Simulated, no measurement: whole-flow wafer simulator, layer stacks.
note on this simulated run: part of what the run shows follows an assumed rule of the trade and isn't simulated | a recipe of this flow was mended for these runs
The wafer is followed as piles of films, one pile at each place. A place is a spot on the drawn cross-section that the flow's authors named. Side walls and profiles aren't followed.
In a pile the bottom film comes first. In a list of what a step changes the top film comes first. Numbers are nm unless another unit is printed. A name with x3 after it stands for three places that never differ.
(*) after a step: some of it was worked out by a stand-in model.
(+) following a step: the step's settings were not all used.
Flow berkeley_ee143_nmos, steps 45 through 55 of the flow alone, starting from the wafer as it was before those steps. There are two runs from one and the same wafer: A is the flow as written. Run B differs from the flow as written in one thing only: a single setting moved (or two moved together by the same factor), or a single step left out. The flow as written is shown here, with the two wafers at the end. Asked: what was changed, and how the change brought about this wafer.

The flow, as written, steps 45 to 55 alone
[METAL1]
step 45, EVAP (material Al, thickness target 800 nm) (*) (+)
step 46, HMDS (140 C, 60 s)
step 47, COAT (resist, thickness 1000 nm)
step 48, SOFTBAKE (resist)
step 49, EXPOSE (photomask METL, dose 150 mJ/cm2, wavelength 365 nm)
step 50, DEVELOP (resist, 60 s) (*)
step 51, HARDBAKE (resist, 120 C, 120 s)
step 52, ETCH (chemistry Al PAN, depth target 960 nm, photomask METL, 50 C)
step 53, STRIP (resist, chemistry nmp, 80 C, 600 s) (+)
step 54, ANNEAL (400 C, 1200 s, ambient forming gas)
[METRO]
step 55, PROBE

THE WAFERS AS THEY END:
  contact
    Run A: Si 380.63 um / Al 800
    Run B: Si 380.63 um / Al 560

What caused this: step 45, EVAP: thickness target 560 nm was run, whereas the flow has thickness target 800 nm.
The wafer lets one read it off: contact has Al 560, and step 45 as written asks for 800 nm.

The path from the change to this, step by step:
  step 45, EVAP (material Al, thickness target 800 nm) (*) (+)
      gate, sd, contact, field: A Al gains 800 (new film) | B Al gains 560 (new film)
  step 52, ETCH (chemistry Al PAN, depth target 960 nm, photomask METL, 50 C)
      gate, sd, field: A Al loses 786.7 (all of it) | B Al loses 546.7 (all of it)
